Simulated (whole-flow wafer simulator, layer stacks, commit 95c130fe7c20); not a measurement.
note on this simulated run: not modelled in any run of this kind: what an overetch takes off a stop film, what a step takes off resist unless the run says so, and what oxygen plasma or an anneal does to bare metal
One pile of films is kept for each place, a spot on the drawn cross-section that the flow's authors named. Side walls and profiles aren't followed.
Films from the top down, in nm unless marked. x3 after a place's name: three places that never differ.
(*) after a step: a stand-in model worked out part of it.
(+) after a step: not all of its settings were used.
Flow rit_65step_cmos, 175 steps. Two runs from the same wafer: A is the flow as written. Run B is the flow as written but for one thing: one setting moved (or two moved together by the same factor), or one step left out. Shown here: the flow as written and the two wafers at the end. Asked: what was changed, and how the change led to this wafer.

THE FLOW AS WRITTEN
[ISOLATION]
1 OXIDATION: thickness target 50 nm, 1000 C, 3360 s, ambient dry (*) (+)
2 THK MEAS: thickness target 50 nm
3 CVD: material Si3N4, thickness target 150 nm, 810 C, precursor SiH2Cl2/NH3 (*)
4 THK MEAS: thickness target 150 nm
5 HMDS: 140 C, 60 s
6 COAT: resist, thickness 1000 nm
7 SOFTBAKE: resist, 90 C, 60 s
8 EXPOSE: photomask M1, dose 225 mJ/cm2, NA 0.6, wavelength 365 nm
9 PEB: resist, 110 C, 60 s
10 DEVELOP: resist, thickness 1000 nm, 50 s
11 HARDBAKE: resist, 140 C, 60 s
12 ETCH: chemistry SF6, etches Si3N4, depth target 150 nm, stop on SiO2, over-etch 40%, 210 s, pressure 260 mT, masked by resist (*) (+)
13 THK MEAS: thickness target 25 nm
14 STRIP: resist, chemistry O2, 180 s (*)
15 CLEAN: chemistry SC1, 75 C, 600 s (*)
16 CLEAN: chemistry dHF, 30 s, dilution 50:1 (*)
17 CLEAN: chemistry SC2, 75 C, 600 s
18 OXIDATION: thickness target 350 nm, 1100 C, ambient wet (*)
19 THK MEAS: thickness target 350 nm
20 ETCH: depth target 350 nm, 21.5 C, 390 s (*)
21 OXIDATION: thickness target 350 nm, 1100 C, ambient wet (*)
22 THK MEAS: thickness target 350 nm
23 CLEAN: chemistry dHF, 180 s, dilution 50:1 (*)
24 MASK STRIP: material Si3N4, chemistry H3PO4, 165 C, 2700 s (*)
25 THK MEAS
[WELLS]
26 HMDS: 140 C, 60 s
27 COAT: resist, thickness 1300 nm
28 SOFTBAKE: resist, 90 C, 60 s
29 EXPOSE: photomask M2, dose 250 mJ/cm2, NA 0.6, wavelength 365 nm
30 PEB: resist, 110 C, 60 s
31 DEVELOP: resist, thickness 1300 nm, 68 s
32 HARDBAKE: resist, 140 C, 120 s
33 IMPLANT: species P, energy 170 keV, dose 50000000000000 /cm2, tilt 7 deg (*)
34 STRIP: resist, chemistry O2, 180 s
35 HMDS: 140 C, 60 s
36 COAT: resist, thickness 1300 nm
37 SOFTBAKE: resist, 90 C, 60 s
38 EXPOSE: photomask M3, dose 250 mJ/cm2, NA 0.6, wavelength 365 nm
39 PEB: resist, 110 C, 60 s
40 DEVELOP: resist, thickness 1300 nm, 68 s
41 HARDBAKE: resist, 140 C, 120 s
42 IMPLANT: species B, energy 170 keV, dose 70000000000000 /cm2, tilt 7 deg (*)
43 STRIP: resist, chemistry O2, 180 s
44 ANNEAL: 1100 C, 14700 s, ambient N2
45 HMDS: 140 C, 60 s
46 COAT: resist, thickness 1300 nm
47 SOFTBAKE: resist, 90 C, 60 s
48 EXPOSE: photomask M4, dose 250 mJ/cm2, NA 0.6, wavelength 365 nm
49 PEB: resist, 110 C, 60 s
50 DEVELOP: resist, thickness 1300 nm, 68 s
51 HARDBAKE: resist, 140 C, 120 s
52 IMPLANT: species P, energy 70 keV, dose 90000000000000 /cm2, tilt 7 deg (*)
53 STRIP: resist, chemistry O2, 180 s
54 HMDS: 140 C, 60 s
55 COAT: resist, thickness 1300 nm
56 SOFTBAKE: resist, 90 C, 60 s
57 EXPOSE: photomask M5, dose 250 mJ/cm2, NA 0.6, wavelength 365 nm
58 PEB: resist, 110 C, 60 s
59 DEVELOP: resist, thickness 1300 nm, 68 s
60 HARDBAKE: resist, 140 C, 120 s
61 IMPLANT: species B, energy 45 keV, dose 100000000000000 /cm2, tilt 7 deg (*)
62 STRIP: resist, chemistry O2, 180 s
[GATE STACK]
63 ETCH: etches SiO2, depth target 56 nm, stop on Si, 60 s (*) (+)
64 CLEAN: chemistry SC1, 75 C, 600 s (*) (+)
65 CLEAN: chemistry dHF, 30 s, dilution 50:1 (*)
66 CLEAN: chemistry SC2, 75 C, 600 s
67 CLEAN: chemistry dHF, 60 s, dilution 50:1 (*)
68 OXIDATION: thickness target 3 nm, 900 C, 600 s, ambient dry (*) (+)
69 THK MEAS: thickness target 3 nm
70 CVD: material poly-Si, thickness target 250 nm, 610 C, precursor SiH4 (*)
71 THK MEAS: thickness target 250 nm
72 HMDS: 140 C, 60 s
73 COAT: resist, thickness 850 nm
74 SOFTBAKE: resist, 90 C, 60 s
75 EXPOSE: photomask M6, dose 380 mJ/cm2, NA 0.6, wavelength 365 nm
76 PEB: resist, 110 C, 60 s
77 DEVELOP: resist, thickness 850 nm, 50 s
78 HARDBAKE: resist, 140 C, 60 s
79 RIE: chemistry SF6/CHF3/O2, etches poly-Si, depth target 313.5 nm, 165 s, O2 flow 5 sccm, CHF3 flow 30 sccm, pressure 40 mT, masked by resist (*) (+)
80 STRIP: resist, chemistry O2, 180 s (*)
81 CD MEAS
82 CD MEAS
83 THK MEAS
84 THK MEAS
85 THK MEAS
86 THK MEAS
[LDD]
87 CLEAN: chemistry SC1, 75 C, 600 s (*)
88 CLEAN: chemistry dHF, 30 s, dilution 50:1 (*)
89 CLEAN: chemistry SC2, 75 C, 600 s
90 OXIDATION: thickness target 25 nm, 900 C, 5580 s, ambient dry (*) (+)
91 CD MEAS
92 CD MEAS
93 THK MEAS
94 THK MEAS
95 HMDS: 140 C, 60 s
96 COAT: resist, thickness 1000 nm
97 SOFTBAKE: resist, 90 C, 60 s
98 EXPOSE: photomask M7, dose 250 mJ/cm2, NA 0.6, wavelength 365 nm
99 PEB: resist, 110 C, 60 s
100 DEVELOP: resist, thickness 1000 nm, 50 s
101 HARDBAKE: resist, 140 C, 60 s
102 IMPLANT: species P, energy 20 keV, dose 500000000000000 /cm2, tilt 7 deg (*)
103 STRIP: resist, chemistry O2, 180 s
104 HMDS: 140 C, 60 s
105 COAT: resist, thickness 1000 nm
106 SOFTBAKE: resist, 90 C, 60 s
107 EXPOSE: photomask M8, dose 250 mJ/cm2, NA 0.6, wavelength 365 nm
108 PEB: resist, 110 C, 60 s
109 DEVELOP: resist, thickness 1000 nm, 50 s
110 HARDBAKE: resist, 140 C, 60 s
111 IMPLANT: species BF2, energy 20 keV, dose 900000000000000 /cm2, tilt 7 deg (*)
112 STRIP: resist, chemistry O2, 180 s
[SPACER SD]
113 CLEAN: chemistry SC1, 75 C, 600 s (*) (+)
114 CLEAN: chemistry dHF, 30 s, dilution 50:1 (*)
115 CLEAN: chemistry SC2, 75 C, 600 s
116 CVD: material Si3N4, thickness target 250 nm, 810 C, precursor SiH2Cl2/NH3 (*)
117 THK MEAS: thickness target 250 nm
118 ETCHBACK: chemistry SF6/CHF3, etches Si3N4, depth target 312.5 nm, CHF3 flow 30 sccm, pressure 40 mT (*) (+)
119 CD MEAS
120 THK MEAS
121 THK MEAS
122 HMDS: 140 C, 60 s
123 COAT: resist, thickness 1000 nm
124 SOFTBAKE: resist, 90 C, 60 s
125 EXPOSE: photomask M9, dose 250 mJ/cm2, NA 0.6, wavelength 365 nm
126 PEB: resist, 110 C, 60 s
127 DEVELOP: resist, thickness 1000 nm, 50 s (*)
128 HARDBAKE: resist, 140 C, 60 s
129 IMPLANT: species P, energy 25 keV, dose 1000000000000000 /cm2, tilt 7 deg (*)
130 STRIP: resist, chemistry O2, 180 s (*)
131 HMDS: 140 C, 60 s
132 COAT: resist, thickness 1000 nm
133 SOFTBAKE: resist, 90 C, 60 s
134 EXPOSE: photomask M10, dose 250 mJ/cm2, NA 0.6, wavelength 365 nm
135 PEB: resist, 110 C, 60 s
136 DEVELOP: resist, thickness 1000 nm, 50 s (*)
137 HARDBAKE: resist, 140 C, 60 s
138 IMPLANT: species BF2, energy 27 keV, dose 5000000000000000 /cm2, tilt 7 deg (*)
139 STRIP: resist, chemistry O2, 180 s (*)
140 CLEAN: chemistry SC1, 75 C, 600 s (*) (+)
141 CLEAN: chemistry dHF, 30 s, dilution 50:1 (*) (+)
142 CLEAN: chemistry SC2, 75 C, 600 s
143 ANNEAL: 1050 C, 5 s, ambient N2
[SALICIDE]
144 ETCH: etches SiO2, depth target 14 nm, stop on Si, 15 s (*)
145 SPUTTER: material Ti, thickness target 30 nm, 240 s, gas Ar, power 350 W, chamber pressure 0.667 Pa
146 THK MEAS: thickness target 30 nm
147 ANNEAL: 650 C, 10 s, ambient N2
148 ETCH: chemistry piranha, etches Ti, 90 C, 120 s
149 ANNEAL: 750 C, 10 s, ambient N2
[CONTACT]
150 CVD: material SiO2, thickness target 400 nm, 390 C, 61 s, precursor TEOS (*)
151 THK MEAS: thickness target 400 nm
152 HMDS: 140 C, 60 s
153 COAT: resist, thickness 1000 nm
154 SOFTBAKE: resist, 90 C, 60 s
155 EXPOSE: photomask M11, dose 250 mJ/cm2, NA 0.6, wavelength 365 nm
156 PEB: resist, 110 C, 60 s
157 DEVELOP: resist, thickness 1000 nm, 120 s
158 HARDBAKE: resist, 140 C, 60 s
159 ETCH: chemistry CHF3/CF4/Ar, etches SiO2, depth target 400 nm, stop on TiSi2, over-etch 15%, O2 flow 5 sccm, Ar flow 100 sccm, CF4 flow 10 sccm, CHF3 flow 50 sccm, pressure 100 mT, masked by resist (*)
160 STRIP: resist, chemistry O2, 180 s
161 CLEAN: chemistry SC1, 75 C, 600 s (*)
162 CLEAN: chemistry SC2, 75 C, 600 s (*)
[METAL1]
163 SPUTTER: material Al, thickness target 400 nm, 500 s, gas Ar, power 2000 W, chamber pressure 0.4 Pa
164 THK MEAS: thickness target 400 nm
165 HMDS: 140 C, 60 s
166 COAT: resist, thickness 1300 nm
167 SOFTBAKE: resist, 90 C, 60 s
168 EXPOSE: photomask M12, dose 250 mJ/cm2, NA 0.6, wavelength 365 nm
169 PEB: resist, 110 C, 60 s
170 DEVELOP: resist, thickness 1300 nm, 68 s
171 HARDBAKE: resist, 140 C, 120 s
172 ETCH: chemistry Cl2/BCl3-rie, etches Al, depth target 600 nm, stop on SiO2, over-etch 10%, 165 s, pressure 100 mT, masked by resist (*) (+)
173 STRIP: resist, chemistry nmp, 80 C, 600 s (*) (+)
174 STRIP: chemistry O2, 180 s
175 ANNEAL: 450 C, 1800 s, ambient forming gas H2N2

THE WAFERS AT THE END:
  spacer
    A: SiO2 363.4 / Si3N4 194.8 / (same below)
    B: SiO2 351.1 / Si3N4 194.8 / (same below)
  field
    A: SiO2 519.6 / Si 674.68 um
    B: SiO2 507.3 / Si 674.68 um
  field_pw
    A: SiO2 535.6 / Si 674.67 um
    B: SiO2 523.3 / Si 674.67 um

The cause: step 163, SPUTTER: power 1508 W was run, where the flow has power 2000 W.

How the change led to this, step by step:
  163 SPUTTER: material Al, thickness target 400 nm, 500 s, gas Ar, power 2000 W, chamber pressure 0.4 Pa
      field, field_p, spacer, spacer_p: A Al +400 (new film) | B Al +301.6 (new film)
      gate_n, gate_p: A Al +396 (new film) | B Al +301.6 (new film)
      (and at 2 more places)
  172 ETCH: chemistry Cl2/BCl3-rie, etches Al, depth target 600 nm, stop on SiO2, over-etch 10%, 165 s, pressure 100 mT, masked by resist (*) (+)
      field, field_p, spacer, spacer_p: A Al -400 (all of it), SiO2 -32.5 | B Al -301.6 (all of it), SiO2 -44.8
      gate_n, gate_p: A Al -396 (all of it), SiO2 -33 | B Al -301.6 (all of it), SiO2 -44.8
      (and at 2 more places)
